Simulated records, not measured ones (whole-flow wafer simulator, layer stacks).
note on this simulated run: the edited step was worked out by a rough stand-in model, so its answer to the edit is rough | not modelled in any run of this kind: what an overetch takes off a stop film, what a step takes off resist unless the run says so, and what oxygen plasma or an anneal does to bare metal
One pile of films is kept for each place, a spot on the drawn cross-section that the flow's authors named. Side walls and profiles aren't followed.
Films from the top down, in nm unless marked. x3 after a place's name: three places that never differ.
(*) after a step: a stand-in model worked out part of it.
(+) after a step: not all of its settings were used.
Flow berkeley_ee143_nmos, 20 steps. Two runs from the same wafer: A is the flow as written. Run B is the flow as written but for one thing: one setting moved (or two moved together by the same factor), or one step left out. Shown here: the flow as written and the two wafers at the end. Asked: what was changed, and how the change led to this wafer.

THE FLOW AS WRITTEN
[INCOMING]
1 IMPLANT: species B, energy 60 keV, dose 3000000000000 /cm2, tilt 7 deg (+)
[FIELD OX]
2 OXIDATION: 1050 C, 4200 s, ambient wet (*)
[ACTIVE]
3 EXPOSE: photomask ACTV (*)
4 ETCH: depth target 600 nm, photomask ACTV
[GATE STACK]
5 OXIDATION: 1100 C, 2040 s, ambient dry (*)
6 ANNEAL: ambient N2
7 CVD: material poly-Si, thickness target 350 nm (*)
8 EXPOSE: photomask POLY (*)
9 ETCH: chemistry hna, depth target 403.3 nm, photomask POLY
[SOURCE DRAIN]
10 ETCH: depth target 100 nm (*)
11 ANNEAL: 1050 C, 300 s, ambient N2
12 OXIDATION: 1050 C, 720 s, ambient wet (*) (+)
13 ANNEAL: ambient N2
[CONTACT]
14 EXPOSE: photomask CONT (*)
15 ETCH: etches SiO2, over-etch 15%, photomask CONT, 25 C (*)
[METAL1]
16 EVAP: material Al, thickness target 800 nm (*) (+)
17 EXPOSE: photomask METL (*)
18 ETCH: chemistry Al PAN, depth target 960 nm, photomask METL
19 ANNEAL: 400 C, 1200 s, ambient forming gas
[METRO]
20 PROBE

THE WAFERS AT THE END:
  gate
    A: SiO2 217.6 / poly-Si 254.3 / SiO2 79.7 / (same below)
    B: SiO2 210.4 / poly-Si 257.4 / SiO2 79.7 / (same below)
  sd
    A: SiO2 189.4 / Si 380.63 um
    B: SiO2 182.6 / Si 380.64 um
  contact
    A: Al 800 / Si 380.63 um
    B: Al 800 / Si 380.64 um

The cause: step 12, OXIDATION: 684 s was run, where the flow has 720 s.

How the change led to this, step by step:
  12 OXIDATION: 1050 C, 720 s, ambient wet (*) (+)
      sd, contact: A SiO2 +189.4 (new film), Si -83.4 | B SiO2 +182.6 (new film), Si -80.3
      gate: A SiO2 +217.6 (new film), poly-Si -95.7 | B SiO2 +210.4 (new film), poly-Si -92.6
      (and at 1 more place)
  15 ETCH: etches SiO2, over-etch 15%, photomask CONT, 25 C (*)
      contact: A SiO2 -189.4 (all of it) | B SiO2 -182.6 (all of it)
